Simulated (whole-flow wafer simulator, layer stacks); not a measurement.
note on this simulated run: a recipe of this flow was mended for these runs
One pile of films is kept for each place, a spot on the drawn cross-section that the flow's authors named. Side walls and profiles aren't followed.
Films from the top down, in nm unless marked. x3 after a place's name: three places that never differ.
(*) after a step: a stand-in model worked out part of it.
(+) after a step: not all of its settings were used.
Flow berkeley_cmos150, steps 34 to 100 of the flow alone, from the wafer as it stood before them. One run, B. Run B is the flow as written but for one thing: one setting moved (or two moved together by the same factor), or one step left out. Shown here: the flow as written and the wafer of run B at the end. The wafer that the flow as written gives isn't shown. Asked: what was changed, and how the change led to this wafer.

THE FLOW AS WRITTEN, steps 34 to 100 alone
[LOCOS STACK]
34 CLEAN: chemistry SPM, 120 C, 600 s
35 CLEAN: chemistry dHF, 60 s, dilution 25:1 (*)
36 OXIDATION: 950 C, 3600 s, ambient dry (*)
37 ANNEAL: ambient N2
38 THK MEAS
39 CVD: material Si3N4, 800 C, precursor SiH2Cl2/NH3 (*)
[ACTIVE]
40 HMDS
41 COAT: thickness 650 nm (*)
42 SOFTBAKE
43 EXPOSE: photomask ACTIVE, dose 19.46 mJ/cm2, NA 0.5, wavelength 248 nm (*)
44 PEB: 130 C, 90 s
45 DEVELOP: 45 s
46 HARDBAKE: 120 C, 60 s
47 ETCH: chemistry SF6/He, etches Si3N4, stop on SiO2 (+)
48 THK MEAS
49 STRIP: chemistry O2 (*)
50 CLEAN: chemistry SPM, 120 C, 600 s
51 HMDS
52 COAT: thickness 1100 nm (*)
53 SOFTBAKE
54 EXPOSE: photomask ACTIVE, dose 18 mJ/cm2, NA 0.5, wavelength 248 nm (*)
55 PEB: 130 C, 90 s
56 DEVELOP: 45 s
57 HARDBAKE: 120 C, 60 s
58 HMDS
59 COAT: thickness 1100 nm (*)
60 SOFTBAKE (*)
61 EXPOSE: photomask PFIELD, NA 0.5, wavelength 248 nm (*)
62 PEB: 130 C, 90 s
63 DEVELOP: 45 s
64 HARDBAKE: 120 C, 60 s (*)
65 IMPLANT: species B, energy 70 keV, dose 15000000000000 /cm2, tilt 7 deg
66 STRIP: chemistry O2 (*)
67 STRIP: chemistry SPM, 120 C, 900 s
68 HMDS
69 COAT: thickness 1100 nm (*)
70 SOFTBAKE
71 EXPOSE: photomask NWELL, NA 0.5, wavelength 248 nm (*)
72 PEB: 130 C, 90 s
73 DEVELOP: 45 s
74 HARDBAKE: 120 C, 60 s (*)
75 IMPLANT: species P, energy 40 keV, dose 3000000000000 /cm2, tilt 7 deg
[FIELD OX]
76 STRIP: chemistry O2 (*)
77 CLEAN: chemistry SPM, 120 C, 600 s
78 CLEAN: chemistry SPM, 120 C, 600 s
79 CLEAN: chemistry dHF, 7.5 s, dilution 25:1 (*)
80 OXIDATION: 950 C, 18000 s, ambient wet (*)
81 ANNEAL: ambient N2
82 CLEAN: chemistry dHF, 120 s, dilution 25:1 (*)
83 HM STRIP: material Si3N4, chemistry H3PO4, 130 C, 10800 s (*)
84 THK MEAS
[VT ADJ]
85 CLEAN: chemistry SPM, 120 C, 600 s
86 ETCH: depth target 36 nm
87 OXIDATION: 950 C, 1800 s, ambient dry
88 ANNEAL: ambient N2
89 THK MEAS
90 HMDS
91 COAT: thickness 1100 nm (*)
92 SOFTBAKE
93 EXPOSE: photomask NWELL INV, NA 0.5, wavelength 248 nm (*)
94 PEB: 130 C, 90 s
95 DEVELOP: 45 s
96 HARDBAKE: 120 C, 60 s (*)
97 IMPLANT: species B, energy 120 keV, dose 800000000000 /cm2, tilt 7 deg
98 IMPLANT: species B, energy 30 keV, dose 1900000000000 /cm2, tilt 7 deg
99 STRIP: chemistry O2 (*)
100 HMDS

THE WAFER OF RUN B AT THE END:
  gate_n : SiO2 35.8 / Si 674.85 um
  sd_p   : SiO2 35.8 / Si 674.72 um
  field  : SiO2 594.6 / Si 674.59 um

The cause: step 86, ETCH: depth target 7 nm was run, where the flow has depth target 36 nm.

How the change led to this, step by step:
  86 ETCH: depth target 36 nm
      gate_n, sd_p, gate_p, contact, m1: SiO2 -7 (as written it would be: SiO2 -29.6 (all of it))
      field, field_p, sd_n: SiO2 -7 (as written it would be: SiO2 -36)
  87 OXIDATION: 950 C, 1800 s, ambient dry
      gate_n, sd_p, gate_p, contact, m1: SiO2 +13.2, Si -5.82 (as written it would be: SiO2 +20.4 (new film), Si -8.98)
      sd_n: SiO2 +8.39, Si -3.69 (as written it would be: SiO2 +12.1, Si -5.32)
